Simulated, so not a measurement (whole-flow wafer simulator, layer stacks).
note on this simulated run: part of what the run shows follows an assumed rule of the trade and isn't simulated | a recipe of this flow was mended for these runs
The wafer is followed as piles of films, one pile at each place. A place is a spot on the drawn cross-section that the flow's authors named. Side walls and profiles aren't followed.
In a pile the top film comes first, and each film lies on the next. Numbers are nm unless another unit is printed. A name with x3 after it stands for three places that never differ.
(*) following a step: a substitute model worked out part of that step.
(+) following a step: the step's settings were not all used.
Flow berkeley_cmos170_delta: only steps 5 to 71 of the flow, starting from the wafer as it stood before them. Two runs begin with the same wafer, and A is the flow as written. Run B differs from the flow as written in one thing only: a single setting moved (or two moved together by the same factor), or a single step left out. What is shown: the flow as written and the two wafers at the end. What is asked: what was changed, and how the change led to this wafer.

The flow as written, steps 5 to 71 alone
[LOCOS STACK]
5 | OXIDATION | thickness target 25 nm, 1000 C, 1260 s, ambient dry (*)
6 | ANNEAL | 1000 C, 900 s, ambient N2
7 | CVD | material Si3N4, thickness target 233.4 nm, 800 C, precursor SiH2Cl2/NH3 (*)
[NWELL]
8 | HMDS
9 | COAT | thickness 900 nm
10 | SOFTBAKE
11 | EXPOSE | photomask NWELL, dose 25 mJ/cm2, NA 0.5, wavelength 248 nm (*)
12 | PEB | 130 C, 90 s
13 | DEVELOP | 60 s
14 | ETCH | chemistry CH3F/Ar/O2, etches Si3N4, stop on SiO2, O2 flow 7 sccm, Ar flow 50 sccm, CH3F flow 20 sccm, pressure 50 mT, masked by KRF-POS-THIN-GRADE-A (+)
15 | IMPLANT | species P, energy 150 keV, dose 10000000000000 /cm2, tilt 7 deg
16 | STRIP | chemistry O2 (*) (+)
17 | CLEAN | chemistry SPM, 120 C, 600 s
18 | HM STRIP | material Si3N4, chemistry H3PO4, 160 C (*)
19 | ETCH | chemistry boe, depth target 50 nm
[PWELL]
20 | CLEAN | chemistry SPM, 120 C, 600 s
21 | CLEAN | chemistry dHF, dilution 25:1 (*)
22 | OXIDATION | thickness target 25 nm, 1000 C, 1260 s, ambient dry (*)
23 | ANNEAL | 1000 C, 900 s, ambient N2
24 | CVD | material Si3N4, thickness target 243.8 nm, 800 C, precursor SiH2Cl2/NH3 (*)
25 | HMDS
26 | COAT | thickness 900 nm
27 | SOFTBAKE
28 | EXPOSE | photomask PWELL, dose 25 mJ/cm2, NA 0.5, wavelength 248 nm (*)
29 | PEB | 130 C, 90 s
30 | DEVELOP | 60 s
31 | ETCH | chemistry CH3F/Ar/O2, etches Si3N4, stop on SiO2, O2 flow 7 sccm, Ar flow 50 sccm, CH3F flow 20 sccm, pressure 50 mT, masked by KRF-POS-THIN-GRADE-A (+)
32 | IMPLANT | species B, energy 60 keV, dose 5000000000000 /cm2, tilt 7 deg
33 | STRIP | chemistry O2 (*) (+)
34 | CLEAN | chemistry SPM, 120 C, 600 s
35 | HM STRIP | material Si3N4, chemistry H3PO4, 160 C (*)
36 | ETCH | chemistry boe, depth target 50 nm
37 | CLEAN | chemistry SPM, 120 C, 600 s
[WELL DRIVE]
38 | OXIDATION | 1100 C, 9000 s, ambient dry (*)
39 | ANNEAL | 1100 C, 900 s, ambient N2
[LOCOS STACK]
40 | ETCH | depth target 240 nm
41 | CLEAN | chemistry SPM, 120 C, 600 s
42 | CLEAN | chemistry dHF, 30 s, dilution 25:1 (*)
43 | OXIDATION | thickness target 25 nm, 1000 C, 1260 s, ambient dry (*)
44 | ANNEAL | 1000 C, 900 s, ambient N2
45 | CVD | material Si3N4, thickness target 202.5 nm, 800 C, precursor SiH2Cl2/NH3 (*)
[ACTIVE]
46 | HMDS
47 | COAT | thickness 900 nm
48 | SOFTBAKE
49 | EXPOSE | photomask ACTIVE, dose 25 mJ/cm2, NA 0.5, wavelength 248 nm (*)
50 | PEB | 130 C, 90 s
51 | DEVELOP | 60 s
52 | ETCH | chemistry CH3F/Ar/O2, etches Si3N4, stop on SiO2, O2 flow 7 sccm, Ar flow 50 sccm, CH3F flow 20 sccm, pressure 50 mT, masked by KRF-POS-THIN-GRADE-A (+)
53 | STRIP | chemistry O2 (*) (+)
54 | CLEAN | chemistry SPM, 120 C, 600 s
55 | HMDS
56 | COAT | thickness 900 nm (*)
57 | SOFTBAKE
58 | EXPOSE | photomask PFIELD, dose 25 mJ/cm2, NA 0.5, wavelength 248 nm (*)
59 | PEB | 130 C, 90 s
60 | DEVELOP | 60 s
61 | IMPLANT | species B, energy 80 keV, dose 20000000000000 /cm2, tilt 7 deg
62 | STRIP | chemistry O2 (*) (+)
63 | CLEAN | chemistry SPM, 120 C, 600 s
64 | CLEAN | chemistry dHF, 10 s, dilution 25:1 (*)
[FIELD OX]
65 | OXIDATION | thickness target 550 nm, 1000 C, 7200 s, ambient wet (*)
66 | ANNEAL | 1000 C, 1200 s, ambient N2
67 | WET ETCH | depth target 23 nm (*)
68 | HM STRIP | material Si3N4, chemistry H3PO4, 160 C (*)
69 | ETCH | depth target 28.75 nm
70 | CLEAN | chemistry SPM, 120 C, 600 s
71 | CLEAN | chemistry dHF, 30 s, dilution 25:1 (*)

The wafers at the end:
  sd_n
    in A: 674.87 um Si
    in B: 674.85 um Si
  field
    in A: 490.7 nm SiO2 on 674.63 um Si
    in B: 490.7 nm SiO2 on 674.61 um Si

What caused this: step 5, OXIDATION: 1150 C was run, whereas the flow has 1000 C.

The path from the change to this, step by step:
  5 | OXIDATION | thickness target 25 nm, 1000 C, 1260 s, ambient dry (*)
      field, sd_n, spacer_n and 6 more: A SiO2 gains 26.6 (new film), Si loses 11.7 | B SiO2 gains 79.9 (new film), Si loses 35.1
  19 | ETCH | chemistry boe, depth target 50 nm
      field, sd_n, spacer_n, gate, contact, m1: A SiO2 loses 19.3 (all of it) | B SiO2 loses 50
      sd_p, spacer_p, gate_p: A SiO2 loses 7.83 (all of it) | B SiO2 loses 50
  20 | CLEAN | chemistry SPM, 120 C, 600 s
      field, sd_n, spacer_n and 6 more: A chemical SiO2 gains 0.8 (new film), Si loses 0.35 | B nothing
  21 | CLEAN | chemistry dHF, dilution 25:1 (*)
      field, sd_n, spacer_n, gate, contact, m1: A chemical SiO2 loses 0.8 (all of it) | B SiO2 loses 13
      sd_p, spacer_p, gate_p: A chemical SiO2 loses 0.8 (all of it) | B SiO2 loses 11.1 (all of it)
  22 | OXIDATION | thickness target 25 nm, 1000 C, 1260 s, ambient dry (*)
      field, sd_n, spacer_n, gate, contact, m1: A SiO2 gains 26.6 (new film), Si loses 11.7 | B SiO2 gains 19.1, Si loses 8.39
  36 | ETCH | chemistry boe, depth target 50 nm
      field, sd_n, spacer_n, gate, contact, m1: A SiO2 loses 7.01 (all of it) | B SiO2 loses 9.12 (all of it)
  65 | OXIDATION | thickness target 550 nm, 1000 C, 7200 s, ambient wet (*)
      sd_p: A SiO2 gains 12.1 (new film), Si3N4 loses 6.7, SiO2 gains 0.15, Si loses 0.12 | B SiO2 gains 12.1 (new film), Si3N4 loses 6.7
